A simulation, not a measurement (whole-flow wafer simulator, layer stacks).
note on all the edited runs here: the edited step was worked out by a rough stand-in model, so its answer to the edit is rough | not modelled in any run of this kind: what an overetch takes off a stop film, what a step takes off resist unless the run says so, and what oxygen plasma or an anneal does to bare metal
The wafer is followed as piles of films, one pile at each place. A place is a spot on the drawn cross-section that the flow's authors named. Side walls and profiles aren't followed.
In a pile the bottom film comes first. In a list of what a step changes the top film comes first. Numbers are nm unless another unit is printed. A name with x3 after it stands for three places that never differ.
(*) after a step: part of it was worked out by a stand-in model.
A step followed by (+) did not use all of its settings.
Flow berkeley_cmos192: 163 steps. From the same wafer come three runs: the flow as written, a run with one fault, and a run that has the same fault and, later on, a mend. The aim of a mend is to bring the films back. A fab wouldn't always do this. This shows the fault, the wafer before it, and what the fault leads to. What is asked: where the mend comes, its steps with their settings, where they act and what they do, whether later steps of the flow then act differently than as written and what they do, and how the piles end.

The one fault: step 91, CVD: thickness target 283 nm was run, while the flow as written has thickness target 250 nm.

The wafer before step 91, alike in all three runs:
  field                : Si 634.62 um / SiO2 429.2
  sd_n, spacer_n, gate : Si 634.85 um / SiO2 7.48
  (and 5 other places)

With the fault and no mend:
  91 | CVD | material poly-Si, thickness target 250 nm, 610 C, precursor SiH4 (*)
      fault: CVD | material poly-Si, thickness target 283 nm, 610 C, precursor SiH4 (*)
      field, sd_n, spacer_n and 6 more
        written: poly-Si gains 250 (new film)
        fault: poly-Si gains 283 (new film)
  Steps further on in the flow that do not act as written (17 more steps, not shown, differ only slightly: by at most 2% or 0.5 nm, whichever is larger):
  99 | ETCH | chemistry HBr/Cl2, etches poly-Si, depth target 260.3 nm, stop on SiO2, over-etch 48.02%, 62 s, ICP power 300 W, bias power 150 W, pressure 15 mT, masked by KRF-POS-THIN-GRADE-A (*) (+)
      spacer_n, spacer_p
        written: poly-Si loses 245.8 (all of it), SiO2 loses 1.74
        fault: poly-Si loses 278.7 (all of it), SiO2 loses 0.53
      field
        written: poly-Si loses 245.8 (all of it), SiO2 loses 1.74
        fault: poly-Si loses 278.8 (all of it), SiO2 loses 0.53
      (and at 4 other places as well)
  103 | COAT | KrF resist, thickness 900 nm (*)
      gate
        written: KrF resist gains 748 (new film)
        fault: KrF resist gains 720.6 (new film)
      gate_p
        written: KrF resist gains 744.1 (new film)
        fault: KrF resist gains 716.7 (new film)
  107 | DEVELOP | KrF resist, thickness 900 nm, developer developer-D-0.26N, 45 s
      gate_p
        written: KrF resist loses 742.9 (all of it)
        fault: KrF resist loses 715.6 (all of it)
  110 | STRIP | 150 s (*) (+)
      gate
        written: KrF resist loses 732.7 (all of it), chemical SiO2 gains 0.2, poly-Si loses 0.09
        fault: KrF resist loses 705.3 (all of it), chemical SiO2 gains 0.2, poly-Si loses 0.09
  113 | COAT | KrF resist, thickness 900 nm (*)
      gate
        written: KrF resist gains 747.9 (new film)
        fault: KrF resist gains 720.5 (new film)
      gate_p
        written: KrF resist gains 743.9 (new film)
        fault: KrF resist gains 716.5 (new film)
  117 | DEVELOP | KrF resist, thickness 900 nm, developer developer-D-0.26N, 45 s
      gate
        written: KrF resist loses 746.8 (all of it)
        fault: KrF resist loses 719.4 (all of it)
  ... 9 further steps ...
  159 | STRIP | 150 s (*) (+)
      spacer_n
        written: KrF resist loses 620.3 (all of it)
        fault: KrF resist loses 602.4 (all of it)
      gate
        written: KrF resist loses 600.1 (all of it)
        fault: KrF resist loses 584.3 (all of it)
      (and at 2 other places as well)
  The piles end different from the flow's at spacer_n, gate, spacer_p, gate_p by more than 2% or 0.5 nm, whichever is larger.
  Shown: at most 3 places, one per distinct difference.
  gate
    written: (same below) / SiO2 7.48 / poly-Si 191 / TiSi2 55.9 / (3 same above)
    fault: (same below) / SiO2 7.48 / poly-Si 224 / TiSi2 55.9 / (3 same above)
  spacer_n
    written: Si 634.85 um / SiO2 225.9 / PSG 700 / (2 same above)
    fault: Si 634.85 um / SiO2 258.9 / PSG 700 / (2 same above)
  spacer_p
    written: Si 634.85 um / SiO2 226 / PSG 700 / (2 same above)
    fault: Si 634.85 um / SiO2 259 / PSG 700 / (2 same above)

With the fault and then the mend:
  The mend follows step 91.
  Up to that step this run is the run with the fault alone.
  91a | ETCH | chemistry tmah, depth target 33 nm
      field, sd_n, spacer_n and 6 more
        poly-Si loses 33
  None of the later steps of the flow acts differently than as written at any place that is followed.
  At every place that both follow, the piles at the end match the flow's.
